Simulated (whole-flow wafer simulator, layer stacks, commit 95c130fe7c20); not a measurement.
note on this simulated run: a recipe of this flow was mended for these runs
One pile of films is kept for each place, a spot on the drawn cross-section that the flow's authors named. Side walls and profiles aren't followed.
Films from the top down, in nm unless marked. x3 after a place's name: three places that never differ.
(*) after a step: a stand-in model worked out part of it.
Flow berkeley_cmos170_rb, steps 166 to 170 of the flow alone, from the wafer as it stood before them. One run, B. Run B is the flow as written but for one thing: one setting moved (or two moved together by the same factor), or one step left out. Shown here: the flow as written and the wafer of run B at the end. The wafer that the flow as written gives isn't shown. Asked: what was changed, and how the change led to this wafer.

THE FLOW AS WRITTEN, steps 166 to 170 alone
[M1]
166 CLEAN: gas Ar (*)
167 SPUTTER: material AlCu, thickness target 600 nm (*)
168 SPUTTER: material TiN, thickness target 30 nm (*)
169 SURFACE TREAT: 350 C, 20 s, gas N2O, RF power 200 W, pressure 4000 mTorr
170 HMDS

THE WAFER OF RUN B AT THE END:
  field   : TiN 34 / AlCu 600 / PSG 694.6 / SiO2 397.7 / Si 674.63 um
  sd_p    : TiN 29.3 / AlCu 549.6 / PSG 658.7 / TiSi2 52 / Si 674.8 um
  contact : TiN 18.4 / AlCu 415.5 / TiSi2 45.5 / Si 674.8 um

The cause: step 168, SPUTTER: thickness target 34 nm was run, where the flow has thickness target 30 nm.
It can be read off the wafer: field has TiN 34, and step 168 as written asks for 30 nm.

How the change led to this, step by step:
  168 SPUTTER: material TiN, thickness target 30 nm (*)
      field, sd_n, spacer_n, gate, spacer_p, gate_p, m1: TiN +34 (new film) (as written it would be: TiN +30 (new film))
      sd_p: TiN +29.3 (new film) (as written it would be: TiN +25.8 (new film))
      (and at 1 more place)
